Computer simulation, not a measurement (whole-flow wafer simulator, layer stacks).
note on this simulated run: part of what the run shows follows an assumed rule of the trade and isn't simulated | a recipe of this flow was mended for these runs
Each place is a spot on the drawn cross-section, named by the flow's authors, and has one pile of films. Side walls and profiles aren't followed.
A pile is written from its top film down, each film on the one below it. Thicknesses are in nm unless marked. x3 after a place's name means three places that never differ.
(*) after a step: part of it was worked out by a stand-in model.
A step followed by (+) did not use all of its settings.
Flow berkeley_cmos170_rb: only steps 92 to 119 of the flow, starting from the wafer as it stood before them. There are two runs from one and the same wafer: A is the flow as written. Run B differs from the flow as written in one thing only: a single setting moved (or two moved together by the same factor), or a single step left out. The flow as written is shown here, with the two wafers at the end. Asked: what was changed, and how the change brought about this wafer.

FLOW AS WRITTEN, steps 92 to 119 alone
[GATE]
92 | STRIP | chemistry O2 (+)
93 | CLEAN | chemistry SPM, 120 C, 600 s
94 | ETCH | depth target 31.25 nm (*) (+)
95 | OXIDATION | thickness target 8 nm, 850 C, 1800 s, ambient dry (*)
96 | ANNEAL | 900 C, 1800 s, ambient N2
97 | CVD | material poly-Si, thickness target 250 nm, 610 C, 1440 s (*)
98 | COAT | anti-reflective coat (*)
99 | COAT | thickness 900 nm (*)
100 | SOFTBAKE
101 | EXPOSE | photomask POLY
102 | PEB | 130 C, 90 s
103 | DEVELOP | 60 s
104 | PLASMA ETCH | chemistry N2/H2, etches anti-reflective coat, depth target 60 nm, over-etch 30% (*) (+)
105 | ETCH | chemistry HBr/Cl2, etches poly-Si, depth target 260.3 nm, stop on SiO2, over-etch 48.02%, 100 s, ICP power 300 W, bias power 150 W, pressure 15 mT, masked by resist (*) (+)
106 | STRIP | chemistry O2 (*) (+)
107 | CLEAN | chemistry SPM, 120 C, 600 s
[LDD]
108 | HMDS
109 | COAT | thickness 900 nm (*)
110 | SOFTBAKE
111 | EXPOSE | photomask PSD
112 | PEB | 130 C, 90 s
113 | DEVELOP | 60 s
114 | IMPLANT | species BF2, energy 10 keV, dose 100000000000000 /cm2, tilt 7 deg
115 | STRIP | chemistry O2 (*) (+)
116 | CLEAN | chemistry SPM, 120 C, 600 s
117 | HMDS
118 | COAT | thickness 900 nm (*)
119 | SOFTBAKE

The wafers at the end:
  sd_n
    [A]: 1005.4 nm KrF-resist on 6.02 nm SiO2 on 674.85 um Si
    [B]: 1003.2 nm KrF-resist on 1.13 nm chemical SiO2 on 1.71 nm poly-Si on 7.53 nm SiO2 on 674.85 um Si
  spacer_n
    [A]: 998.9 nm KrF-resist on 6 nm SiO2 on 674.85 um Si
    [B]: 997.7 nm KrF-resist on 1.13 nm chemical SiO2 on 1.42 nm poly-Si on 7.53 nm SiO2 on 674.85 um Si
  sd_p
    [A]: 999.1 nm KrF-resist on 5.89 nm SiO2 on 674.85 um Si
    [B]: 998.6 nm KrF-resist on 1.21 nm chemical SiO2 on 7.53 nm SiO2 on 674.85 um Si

Cause: step 105, ETCH: depth target 166.6 nm was run, whereas the flow has depth target 260.3 nm; step 105, ETCH: 64 s was run, where the flow has 100 s.

Step by step, how the change led to this:
  105 | ETCH | chemistry HBr/Cl2, etches poly-Si, depth target 260.3 nm, stop on SiO2, over-etch 48.02%, 100 s, ICP power 300 W, bias power 150 W, pressure 15 mT, masked by resist (*) (+)
      spacer_n, spacer_p: A -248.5 poly-Si (all of it), -1.53 SiO2 | B -246.6 poly-Si
      field: A -245 poly-Si (all of it), -1.8 SiO2 | B -245 poly-Si (all of it)
      (also at 6 further places)
  106 | STRIP | chemistry O2 (*) (+)
      sd_n, spacer_n, sd_p, spacer_p, m1: A nothing | B +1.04 chemical SiO2 (new film), -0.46 poly-Si
      gate: A +0.78 chemical SiO2 (new film), -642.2 KrF-resist (all of it), -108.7 anti-reflective coat (all of it), -0.34 poly-Si | B +0.79 chemical SiO2 (new film), -688.4 KrF-resist (all of it), -108.7 anti-reflective coat (all of it), -0.35 poly-Si
      (also at 1 further place)
